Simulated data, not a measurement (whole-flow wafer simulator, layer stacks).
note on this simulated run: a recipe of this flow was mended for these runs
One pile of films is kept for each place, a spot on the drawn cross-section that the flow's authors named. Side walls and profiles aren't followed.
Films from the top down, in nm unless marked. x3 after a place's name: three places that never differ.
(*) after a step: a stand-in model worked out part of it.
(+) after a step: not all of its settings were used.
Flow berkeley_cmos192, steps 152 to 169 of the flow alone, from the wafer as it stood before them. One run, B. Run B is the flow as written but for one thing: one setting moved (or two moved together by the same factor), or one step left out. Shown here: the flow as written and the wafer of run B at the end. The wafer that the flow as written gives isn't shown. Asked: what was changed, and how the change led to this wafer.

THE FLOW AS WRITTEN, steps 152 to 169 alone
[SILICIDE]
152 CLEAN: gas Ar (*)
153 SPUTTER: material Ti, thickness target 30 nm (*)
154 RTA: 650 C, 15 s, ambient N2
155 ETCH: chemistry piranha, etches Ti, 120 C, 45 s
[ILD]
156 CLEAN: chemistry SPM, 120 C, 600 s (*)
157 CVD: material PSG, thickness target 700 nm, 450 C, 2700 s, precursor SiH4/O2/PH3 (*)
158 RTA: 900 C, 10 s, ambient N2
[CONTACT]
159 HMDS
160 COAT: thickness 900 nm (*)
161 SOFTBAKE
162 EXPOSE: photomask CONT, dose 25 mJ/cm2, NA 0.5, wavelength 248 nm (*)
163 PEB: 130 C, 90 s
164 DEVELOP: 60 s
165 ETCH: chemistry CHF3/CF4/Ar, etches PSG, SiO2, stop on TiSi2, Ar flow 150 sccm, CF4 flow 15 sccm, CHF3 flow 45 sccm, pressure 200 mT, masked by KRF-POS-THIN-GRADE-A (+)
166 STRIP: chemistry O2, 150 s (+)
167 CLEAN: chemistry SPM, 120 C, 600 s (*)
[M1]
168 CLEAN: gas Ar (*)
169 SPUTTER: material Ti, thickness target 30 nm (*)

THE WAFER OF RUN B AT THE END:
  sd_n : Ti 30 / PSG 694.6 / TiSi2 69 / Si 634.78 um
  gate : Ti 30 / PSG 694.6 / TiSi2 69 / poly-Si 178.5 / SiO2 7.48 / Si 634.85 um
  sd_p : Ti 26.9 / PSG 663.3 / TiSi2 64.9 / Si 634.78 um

The cause: step 153, SPUTTER: thickness target 37 nm was run, where the flow has thickness target 30 nm.

How the change led to this, step by step:
  153 SPUTTER: material Ti, thickness target 30 nm (*)
      field, sd_n, spacer_n, gate, spacer_p, gate_p, contact, m1: Ti +37 (new film) (as written it would be: Ti +30 (new film))
      sd_p: Ti +34.8 (new film) (as written it would be: Ti +28.2 (new film))
  154 RTA: 650 C, 15 s, ambient N2
      sd_n, contact, m1: Ti -28.9, TiSi first +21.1 (new film), TiSi2 C49 +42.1 (new film), Si -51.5 (as written it would be: Ti -23.4, TiSi first +6.2 (new film), TiSi2 C49 +50.3 (new film), Si -49)
      gate, gate_p: Ti -28.9, TiSi first +21.1 (new film), TiSi2 C49 +42.1 (new film), poly-Si -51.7 (as written it would be: Ti -23.4, TiSi first +6.2 (new film), TiSi2 C49 +50.3 (new film), poly-Si -49.2)
      (and at 1 more place)
  155 ETCH: chemistry piranha, etches Ti, 120 C, 45 s
      sd_n, gate, gate_p, contact, m1: Ti -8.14 (all of it), TiSi first -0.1 (as written it would be: Ti -6.6 (all of it), TiSi first -0.1)
      field, spacer_n, spacer_p: Ti -37 (all of it) (as written it would be: Ti -30 (all of it))
      (and at 1 more place)
  158 RTA: 900 C, 10 s, ambient N2
      sd_n, contact, m1: under 1 film: TiSi2 +69 (new film), TiSi first -20.9 (all of it), TiSi2 C49 -42.1 (all of it), Si -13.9 (as written it would be: under 1 film: TiSi2 +55.9 (new film), TiSi first -6.09 (all of it), TiSi2 C49 -50.3 (all of it), Si -4.05)
      gate, gate_p: under 1 film: TiSi2 +69 (new film), TiSi first -20.9 (all of it), TiSi2 C49 -42.1 (all of it), poly-Si -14 (as written it would be: under 1 film: TiSi2 +55.9 (new film), TiSi first -6.09 (all of it), TiSi2 C49 -50.3 (all of it), poly-Si -4.06)
      (and at 1 more place)
